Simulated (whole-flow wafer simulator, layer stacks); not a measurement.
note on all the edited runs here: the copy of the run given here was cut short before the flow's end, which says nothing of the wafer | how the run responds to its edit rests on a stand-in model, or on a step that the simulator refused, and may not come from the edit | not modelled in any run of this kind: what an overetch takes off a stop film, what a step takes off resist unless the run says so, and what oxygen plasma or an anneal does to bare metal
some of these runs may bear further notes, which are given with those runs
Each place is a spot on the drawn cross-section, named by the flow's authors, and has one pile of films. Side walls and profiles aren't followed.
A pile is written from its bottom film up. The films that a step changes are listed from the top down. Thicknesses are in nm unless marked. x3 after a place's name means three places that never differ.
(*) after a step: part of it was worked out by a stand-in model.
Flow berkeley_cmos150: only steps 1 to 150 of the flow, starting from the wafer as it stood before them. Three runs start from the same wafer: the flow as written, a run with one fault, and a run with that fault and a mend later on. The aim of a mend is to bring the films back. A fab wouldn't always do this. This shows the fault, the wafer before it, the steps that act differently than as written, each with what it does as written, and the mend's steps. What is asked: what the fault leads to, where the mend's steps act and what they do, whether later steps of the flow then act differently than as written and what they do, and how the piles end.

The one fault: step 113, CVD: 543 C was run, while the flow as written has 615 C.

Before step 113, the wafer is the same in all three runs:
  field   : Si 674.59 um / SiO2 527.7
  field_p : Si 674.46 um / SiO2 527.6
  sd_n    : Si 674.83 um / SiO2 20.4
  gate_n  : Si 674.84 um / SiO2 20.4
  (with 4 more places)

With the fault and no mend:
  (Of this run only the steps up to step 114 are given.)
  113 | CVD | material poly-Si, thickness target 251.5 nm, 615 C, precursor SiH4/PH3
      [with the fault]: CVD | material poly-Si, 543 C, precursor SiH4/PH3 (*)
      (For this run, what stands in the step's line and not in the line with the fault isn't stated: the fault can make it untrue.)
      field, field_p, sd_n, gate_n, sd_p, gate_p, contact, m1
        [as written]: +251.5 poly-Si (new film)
        [with the fault]: +39 poly-Si (new film)
  Later steps of the flow up to step 114 that are run all act as written at every place that is followed.
  Once step 114 is done, the piles at field, field_p, sd_n, gate_n, sd_p, gate_p, contact, m1 depart from the flow's by more than 2% or 0.5 nm, whichever is larger.
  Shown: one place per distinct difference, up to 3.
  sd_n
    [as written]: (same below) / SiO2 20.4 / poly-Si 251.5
    [with the fault]: (same below) / SiO2 20.4 / poly-Si 39
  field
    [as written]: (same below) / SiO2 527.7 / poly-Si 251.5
    [with the fault]: (same below) / SiO2 527.7 / poly-Si 39
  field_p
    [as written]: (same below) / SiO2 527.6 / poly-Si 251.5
    [with the fault]: (same below) / SiO2 527.6 / poly-Si 39

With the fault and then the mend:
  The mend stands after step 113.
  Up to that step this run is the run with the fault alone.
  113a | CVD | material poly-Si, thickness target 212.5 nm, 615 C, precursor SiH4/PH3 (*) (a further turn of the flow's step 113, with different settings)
      field, field_p, sd_n, gate_n, sd_p, gate_p, contact, m1
        +212.5 poly-Si
  Later steps of the flow that are run all act as written at every place that is followed, up to a difference of at most 2% or 0.5 nm, whichever is larger.
  At the end the piles are close to the flow's at the places that both follow, differing by at most 2% or 0.5 nm, whichever is larger.
